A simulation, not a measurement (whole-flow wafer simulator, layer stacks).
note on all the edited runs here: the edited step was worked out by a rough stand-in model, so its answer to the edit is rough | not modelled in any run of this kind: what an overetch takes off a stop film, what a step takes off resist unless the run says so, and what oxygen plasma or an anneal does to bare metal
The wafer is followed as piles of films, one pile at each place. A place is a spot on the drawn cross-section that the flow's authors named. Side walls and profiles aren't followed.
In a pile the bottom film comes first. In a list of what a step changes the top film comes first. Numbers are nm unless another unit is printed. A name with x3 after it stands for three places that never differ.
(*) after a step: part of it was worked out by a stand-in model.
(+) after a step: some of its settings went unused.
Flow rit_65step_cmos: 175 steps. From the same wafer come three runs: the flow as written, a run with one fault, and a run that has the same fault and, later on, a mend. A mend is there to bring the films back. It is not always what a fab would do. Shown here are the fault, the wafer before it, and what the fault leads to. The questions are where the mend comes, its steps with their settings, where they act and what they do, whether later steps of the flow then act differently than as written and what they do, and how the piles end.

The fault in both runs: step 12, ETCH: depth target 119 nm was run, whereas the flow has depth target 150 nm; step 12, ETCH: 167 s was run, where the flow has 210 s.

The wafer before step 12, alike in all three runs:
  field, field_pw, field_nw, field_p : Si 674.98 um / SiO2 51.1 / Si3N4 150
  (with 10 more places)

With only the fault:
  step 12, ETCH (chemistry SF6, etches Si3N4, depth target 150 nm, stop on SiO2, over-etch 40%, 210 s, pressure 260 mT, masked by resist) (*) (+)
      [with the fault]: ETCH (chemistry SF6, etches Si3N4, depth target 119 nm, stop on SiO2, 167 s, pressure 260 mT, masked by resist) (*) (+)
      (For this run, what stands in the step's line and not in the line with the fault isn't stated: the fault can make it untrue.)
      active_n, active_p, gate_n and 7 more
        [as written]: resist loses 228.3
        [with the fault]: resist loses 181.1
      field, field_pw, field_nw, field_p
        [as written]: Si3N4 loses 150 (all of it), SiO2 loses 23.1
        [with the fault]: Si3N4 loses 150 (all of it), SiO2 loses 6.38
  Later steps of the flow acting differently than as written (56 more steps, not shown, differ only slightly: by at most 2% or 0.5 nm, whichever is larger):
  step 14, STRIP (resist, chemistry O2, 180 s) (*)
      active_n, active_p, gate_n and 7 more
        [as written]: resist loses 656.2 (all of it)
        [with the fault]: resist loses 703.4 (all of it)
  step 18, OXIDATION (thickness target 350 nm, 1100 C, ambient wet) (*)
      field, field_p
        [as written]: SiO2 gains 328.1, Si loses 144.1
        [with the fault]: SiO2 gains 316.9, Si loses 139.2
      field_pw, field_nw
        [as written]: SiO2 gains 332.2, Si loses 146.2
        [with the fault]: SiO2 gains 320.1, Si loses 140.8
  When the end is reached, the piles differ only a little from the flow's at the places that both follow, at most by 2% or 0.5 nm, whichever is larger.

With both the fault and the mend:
  After step 13 comes the mend.
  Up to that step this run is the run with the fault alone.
  step 13a, ETCH (chemistry SF6, etches Si3N4, depth target 31 nm, stop on SiO2, over-etch 40%, 43 s, pressure 260 mT, masked by resist) (+) (the flow's step 12 again, with other settings)
      active_n, active_p, gate_n and 7 more
        resist loses 47.2
      field, field_pw, field_nw, field_p
        SiO2 loses 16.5
  Every later step of the flow that is run acts as written, at every place that is followed, to within 2% or 0.5 nm, whichever is larger.
  When the end is reached, the piles differ only a little from the flow's at the places that both follow, at most by 2% or 0.5 nm, whichever is larger.
